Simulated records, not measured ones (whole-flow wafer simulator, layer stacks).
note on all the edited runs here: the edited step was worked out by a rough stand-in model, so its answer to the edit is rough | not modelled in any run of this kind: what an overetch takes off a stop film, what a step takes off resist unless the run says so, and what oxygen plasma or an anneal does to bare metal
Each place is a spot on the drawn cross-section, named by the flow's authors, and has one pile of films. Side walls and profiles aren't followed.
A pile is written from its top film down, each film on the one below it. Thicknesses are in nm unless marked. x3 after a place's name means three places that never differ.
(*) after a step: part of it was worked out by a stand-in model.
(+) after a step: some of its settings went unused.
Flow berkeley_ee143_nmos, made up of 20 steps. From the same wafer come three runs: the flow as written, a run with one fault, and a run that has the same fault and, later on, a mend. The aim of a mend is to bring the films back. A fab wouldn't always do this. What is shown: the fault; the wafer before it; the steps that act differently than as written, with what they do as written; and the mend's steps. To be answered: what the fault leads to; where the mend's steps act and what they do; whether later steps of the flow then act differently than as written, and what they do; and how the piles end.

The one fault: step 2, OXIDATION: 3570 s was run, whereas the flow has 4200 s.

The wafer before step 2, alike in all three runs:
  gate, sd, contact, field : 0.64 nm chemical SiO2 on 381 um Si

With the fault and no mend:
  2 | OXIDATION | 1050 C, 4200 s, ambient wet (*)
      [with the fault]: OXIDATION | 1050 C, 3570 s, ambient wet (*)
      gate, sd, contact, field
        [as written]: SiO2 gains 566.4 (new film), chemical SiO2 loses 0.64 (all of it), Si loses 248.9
        [with the fault]: SiO2 gains 513.9 (new film), chemical SiO2 loses 0.64 (all of it), Si loses 225.8
  Steps further on in the flow that do not act as written:
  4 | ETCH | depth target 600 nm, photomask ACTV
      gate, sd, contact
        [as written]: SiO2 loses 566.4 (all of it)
        [with the fault]: SiO2 loses 513.9 (all of it)
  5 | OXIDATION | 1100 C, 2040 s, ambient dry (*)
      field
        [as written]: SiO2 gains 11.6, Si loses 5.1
        [with the fault]: SiO2 gains 12.6, Si loses 5.55
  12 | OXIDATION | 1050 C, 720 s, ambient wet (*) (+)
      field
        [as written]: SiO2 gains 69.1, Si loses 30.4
        [with the fault]: SiO2 gains 74.6, Si loses 32.8
  The piles end different from the flow's at field by more than 2% or 0.5 nm, whichever is larger.
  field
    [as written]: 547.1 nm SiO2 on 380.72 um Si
    [with the fault]: 501.1 nm SiO2 on 380.74 um Si

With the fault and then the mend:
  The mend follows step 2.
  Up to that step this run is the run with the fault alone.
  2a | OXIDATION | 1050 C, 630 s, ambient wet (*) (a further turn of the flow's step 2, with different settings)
      gate, sd, contact, field
        SiO2 gains 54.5, Si loses 24
  None of the later steps of the flow differs from how it acts as written, at any place that is followed, by more than 2% or 0.5 nm, whichever is larger.
  The piles end only slightly different from the flow's at the places that both follow, by no more than 2% or 0.5 nm, whichever is larger.
